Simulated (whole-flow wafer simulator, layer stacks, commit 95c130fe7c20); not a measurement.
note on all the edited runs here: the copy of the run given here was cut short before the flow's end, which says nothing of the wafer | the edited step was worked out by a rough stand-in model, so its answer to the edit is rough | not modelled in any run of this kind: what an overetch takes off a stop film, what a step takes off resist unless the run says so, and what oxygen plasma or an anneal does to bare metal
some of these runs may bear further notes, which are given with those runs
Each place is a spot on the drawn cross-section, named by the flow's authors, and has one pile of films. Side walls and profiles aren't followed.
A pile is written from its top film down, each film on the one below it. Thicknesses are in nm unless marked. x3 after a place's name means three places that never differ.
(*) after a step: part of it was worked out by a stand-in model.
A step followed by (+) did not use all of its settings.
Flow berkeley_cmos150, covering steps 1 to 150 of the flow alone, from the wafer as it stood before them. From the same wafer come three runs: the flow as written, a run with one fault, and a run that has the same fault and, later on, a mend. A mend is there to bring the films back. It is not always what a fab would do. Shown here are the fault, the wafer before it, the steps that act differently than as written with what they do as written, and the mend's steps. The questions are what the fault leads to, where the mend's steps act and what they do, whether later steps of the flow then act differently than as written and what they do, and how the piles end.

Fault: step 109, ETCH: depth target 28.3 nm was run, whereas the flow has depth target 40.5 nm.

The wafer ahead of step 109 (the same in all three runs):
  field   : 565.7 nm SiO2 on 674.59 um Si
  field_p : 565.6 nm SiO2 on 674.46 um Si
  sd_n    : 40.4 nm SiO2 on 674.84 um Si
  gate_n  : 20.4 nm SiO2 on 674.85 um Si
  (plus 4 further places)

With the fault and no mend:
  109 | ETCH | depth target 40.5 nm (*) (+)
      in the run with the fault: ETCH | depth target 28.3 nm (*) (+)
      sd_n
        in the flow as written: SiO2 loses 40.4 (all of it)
        in the run with the fault: SiO2 loses 28.3
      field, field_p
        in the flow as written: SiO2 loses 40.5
        in the run with the fault: SiO2 loses 28.3
  Steps later in the flow that act otherwise than as written (not shown: 15 more steps that differ only slightly, by at most 2% or 0.5 nm, whichever is larger):
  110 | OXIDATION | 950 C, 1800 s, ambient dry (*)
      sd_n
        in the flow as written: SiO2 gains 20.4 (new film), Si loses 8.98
        in the run with the fault: SiO2 gains 14.5, Si loses 6.36
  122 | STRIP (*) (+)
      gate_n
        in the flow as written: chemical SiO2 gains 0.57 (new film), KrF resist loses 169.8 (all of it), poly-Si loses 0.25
        in the run with the fault: chemical SiO2 gains 0.57 (new film), KrF resist loses 174.6 (all of it), poly-Si loses 0.25
  By the end, the piles at field, field_p, sd_n depart from the flow's by more than 2% or 0.5 nm, whichever is larger.
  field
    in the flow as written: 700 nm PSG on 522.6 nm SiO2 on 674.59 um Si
    in the run with the fault: 700 nm PSG on 534.7 nm SiO2 on 674.59 um Si
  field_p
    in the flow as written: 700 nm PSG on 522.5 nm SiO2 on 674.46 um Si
    in the run with the fault: 700 nm PSG on 534.7 nm SiO2 on 674.46 um Si
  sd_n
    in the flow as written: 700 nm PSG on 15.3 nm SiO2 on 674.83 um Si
    in the run with the fault: 700 nm PSG on 21.5 nm SiO2 on 674.83 um Si

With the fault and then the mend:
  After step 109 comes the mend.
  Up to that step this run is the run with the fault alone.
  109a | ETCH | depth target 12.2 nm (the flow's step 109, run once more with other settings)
      field, field_p
        SiO2 loses 12.2
      sd_n
        SiO2 loses 12.1 (all of it)
  None of the later steps of the flow differs from how it acts as written, at any place that is followed, by more than 2% or 0.5 nm, whichever is larger.
  At every place that both follow, the piles at the end match the flow's.
